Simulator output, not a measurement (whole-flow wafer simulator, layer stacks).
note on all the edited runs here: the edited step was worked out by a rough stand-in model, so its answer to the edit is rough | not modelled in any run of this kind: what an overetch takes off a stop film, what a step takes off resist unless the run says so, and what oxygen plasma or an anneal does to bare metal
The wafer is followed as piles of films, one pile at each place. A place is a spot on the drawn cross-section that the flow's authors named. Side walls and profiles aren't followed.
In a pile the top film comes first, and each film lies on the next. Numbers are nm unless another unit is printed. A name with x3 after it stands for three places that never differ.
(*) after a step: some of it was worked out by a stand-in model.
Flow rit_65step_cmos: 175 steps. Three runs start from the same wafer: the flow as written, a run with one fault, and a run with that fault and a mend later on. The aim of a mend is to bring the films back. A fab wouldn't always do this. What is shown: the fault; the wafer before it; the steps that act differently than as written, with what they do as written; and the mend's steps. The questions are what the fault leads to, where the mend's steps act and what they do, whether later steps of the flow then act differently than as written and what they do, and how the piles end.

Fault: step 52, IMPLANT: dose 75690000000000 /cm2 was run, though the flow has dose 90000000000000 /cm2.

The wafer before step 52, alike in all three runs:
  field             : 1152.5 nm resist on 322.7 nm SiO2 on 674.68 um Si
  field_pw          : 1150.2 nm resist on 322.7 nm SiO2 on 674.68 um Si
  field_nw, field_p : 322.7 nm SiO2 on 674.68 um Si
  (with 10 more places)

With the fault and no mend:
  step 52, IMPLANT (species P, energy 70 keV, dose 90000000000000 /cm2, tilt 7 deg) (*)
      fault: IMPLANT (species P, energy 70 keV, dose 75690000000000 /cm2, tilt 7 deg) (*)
      does the same as it does as written at each place that is followed
  Later steps of the flow acting differently than as written (not shown: 36 more steps that differ only slightly, by at most 2% or 0.5 nm, whichever is larger):
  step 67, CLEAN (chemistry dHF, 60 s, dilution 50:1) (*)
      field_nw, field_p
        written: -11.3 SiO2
        fault: -10.6 SiO2
  The piles end only slightly different from the flow's at the places that both follow, by no more than 2% or 0.5 nm, whichever is larger.

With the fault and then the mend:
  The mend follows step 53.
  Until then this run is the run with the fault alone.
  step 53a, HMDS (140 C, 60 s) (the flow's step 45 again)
      leaves every film unchanged at each place that is followed
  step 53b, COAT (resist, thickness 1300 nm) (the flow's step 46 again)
      gate_n, gate_p, spacer, spacer_p, contact
        +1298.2 resist (new film)
      active_n, active_p, sd_p
        +1297.4 resist (new film)
      field_pw, field_nw
        +1313 resist (new film)
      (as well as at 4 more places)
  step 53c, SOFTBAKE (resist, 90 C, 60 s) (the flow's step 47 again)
      leaves every film unchanged at each place that is followed
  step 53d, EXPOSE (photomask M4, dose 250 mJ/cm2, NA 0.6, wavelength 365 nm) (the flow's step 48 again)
      leaves every film unchanged at each place that is followed
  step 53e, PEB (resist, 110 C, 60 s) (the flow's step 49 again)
      gate_n, gate_p, spacer, spacer_p, contact, m1
        -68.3 resist
      active_n, active_p, sd_n, sd_p
        -68.2 resist
      field, field_p
        -69.2 resist
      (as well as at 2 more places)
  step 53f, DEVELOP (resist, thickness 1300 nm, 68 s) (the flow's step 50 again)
      gate_p, spacer_p
        -1229.9 resist (all of it)
      field_nw
        -1243.9 resist (all of it)
      field_p
        -1246.4 resist (all of it)
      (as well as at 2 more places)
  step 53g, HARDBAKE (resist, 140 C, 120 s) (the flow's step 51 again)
      active_n, gate_n, spacer, contact, m1
        -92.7 resist
      field
        -94 resist
      field_pw
        -93.8 resist
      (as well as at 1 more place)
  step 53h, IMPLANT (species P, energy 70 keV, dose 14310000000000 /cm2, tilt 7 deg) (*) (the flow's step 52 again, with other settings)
      leaves every film unchanged at each place that is followed
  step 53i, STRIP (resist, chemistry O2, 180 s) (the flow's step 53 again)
      gate_n, spacer, contact
        -1137.2 resist (all of it)
      field
        -1152.5 resist (all of it)
      field_pw
        -1150.2 resist (all of it)
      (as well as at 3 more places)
  Later steps of the flow that are run all act as written at every place that is followed.
  The piles end the same as the flow's at every place that both follow.
